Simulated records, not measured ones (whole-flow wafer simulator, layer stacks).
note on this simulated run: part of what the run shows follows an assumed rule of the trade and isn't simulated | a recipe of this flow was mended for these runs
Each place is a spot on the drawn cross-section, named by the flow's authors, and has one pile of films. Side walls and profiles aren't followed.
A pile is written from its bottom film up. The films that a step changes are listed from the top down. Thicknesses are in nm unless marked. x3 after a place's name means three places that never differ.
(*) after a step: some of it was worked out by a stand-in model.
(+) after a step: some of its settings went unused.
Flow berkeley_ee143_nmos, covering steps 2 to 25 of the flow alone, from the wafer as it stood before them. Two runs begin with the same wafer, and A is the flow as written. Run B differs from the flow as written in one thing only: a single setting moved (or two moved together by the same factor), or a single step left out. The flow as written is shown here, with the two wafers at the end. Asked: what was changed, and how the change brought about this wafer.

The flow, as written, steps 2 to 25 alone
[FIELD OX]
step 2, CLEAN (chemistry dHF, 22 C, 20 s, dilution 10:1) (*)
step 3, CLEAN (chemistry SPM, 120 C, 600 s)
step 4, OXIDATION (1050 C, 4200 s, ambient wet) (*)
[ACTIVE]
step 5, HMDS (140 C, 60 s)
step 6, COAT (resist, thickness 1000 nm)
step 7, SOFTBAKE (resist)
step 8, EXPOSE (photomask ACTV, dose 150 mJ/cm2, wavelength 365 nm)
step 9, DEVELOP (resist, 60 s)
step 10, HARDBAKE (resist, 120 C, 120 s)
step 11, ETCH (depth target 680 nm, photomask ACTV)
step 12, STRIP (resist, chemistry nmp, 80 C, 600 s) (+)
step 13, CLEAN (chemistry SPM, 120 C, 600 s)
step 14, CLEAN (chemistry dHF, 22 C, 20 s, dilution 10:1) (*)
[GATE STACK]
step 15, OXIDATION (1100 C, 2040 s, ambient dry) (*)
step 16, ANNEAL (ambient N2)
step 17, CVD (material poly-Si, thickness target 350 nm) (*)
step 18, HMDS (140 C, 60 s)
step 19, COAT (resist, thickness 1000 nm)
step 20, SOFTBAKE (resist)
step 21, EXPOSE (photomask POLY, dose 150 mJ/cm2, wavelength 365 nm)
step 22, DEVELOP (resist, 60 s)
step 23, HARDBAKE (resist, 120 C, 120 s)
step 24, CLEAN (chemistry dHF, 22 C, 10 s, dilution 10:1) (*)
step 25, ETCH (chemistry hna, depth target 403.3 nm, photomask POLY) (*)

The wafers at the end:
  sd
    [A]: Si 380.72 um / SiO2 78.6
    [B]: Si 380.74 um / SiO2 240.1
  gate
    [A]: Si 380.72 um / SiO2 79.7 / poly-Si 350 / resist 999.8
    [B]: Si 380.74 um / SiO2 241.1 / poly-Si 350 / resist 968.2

The reason: step 11, ETCH: depth target 340 nm was run, while the flow as written has depth target 680 nm.

Step by step, how the change led to this:
  step 11, ETCH (depth target 680 nm, photomask ACTV)
      gate, sd, contact: A SiO2 loses 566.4 (all of it) | B SiO2 loses 340
  step 13, CLEAN (chemistry SPM, 120 C, 600 s)
      gate, sd, contact: A chemical SiO2 gains 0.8 (new film), Si loses 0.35 | B nothing
  step 14, CLEAN (chemistry dHF, 22 C, 20 s, dilution 10:1) (*)
      gate, sd, contact: A chemical SiO2 loses 0.8 (all of it) | B SiO2 loses 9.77
  step 15, OXIDATION (1100 C, 2040 s, ambient dry) (*)
      gate, sd, contact: A SiO2 gains 79.7 (new film), Si loses 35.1 | B SiO2 gains 24.5, Si loses 10.8
  step 19, COAT (resist, thickness 1000 nm)
      gate: A resist gains 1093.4 (new film) | B resist gains 1058.7 (new film)
      sd: A resist gains 1066.2 (new film) | B resist gains 1042.6 (new film)
      (and at 2 other places as well)
  step 22, DEVELOP (resist, 60 s)
      sd: A resist loses 1066.2 (all of it) | B resist loses 1042.6 (all of it)
      contact: A resist loses 1092 (all of it) | B resist loses 1057.2 (all of it)
      (and at 1 other place as well)
  step 23, HARDBAKE (resist, 120 C, 120 s)
      gate: A resist loses 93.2 | B resist loses 90.1
